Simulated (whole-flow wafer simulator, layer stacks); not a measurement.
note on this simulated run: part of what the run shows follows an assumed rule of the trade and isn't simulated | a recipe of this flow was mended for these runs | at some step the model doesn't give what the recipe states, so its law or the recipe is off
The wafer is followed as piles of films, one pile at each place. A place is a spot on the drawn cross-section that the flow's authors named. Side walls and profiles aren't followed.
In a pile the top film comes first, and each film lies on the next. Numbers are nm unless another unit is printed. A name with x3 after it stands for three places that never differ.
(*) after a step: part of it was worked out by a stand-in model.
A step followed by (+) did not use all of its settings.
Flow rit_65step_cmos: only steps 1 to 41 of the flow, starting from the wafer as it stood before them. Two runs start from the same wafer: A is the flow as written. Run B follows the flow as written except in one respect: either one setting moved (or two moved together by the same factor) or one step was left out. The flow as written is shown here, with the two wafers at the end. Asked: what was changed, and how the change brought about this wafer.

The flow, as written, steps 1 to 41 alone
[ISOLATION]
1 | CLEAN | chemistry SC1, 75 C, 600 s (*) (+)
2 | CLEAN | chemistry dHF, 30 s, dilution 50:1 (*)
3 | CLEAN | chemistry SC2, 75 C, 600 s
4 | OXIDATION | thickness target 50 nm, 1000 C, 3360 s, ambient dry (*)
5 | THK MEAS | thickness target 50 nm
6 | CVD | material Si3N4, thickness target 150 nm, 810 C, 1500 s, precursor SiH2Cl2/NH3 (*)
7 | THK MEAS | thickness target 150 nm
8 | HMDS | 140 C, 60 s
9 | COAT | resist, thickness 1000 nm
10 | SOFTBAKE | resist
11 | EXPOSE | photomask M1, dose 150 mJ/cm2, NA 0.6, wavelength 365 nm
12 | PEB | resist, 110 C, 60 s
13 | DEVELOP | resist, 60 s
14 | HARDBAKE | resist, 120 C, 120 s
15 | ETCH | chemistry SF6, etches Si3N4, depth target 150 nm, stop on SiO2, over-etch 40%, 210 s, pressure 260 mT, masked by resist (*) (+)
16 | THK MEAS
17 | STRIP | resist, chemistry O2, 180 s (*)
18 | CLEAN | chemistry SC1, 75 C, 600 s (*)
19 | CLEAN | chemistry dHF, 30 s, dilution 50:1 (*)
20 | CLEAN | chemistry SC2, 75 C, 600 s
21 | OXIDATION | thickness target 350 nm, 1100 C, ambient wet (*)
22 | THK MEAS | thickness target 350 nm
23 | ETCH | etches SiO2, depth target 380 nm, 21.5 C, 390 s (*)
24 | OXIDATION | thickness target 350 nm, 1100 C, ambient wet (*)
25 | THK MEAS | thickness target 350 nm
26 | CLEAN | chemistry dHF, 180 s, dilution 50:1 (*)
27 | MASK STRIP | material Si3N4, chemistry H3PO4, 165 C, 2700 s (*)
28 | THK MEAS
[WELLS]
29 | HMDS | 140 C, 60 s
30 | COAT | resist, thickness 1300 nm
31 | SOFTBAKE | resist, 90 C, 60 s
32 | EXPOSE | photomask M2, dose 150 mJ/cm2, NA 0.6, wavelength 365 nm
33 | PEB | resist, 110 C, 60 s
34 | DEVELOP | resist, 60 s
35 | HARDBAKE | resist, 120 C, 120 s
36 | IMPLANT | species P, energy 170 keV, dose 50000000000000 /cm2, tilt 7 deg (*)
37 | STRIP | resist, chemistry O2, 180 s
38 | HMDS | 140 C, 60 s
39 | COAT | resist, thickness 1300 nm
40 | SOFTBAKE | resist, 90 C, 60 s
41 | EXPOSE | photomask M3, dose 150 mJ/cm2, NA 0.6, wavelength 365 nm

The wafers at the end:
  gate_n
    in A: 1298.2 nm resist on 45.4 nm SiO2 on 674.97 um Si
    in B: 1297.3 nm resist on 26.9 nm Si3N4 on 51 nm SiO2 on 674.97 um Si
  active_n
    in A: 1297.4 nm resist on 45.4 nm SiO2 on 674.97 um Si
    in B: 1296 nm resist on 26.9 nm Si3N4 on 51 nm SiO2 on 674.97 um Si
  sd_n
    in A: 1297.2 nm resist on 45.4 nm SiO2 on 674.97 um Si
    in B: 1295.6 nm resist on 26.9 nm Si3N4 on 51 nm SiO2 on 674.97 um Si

Cause: step 6, CVD: thickness target 322 nm was run, whereas the flow has thickness target 150 nm; step 6, CVD: 3225 s was run, where the flow has 1500 s.

How this came from the change, step by step:
  6 | CVD | material Si3N4, thickness target 150 nm, 810 C, 1500 s, precursor SiH2Cl2/NH3 (*)
      field, field_pw, field_nw and 11 more: A Si3N4 gains 150 (new film) | B Si3N4 gains 322 (new film)
  15 | ETCH | chemistry SF6, etches Si3N4, depth target 150 nm, stop on SiO2, over-etch 40%, 210 s, pressure 260 mT, masked by resist (*) (+)
      field, field_pw, field_nw, field_p: A Si3N4 loses 150 (all of it), SiO2 loses 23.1 | B Si3N4 loses 210
  18 | CLEAN | chemistry SC1, 75 C, 600 s (*)
      field, field_pw, field_nw, field_p: A SiO2 loses 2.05 | B Si3N4 loses 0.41
  19 | CLEAN | chemistry dHF, 30 s, dilution 50:1 (*)
      field, field_pw, field_nw, field_p: A SiO2 loses 2.78 | B Si3N4 loses 0.43
  21 | OXIDATION | thickness target 350 nm, 1100 C, ambient wet (*)
      gate_n, gate_p, spacer, spacer_p, sd_n, sd_p, contact, m1: A SiO2 gains 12 (new film), Si3N4 loses 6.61, SiO2 gains 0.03 | B SiO2 gains 12 (new film), Si3N4 loses 6.61
      field, field_p: A SiO2 gains 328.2, Si loses 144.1 | B SiO2 gains 12 (new film), Si3N4 loses 6.61
      (as well as at 2 more places)
  23 | ETCH | etches SiO2, depth target 380 nm, 21.5 C, 390 s (*)
      field, field_p: A SiO2 loses 351.3 (all of it), Si loses 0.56 | B SiO2 loses 12 (all of it), Si3N4 loses 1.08
      field_pw, field_nw: A SiO2 loses 355.4 (all of it), Si loses 0.49 | B SiO2 loses 12 (all of it), Si3N4 loses 1.08
      (as well as at 10 more places)
  24 | OXIDATION | thickness target 350 nm, 1100 C, ambient wet (*)
      field, field_pw, field_nw, field_p: A SiO2 gains 350 (new film), Si loses 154 | B SiO2 gains 12 (new film), Si3N4 loses 6.61
  26 | CLEAN | chemistry dHF, 180 s, dilution 50:1 (*)
      field, field_pw, field_nw, field_p: A SiO2 loses 16.7 | B SiO2 loses 12 (all of it), Si3N4 loses 0.44
  27 | MASK STRIP | material Si3N4, chemistry H3PO4, 165 C, 2700 s (*)
      active_n, active_p, gate_n and 7 more: A Si3N4 loses 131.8 (all of it), SiO2 loses 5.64 | B Si3N4 loses 279.6
      field, field_pw, field_nw, field_p: A SiO2 loses 10.7 | B Si3N4 loses 96.4 (all of it), SiO2 loses 6.99
